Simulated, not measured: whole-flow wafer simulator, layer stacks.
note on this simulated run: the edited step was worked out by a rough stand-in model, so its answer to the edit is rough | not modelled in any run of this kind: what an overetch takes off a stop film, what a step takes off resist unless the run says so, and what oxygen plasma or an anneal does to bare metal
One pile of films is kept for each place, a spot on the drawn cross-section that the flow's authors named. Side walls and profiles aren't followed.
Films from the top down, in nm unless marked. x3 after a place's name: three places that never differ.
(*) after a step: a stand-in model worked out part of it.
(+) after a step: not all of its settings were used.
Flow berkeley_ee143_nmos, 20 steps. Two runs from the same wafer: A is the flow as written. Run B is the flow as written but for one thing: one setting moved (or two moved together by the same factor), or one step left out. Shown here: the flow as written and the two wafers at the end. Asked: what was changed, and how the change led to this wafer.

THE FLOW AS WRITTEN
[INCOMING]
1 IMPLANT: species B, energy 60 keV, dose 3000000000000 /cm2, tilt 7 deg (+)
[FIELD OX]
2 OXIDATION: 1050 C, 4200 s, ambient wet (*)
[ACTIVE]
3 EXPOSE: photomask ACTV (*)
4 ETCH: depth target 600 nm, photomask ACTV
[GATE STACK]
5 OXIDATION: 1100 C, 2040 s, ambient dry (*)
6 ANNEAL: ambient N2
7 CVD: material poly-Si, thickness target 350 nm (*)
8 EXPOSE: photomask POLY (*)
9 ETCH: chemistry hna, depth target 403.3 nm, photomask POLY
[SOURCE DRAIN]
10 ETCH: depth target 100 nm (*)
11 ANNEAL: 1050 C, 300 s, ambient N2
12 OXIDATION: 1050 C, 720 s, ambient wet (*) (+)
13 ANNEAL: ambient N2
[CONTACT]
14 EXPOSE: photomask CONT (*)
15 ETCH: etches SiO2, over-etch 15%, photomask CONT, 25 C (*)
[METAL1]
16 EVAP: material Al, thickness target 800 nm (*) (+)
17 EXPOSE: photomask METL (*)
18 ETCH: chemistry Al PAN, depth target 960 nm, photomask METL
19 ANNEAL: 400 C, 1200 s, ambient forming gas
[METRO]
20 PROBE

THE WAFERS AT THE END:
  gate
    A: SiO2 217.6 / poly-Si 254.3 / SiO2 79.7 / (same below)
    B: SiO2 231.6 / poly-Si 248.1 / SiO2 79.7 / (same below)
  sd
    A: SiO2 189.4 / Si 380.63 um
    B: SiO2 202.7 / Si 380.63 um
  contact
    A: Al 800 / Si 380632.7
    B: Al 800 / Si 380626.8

The cause: step 12, OXIDATION: 792 s was run, where the flow has 720 s.

How the change led to this, step by step:
  12 OXIDATION: 1050 C, 720 s, ambient wet (*) (+)
      sd, contact: A SiO2 +189.4 (new film), Si -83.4 | B SiO2 +202.7 (new film), Si -89.2
      gate: A SiO2 +217.6 (new film), poly-Si -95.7 | B SiO2 +231.6 (new film), poly-Si -101.9
      (and at 1 more place)
  15 ETCH: etches SiO2, over-etch 15%, photomask CONT, 25 C (*)
      contact: A SiO2 -189.4 (all of it) | B SiO2 -202.7 (all of it)
